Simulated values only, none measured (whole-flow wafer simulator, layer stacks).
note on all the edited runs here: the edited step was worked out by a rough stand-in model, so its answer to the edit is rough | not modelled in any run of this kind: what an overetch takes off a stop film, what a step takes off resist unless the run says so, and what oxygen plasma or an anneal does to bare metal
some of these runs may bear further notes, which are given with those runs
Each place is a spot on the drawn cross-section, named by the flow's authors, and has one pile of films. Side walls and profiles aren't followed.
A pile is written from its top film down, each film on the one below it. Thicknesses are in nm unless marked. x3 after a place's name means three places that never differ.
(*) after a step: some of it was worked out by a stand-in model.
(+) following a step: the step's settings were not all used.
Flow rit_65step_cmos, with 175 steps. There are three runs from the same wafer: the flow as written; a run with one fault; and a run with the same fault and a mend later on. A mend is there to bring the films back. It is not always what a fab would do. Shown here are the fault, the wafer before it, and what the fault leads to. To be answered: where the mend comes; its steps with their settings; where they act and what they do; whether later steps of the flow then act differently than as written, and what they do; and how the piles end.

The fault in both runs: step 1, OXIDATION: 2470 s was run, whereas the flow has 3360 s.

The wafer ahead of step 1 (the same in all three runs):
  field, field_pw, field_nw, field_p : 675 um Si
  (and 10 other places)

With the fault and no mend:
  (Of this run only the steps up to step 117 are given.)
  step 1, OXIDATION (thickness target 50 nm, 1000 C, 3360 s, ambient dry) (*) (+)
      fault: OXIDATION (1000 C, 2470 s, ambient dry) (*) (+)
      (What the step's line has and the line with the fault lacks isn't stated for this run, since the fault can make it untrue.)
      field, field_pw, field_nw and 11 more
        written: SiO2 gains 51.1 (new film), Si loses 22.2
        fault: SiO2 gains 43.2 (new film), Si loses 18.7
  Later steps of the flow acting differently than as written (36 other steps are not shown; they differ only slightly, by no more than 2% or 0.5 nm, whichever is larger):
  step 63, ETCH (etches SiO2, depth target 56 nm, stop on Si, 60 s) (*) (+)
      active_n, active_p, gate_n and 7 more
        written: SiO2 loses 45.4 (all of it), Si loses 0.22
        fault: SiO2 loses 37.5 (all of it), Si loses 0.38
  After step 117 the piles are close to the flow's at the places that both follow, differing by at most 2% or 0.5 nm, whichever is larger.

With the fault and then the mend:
  The mend follows step 2.
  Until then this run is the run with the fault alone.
  step 2a, OXIDATION (1000 C, 262 s, ambient dry) (*) (the flow's step 1 again, with other settings)
      field, field_pw, field_nw and 11 more
        SiO2 gains 7.89, Si loses 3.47
  Every later step of the flow that is run acts as written, at every place that is followed, to within 2% or 0.5 nm, whichever is larger.
  At every place that both follow, the piles at the end match the flow's.
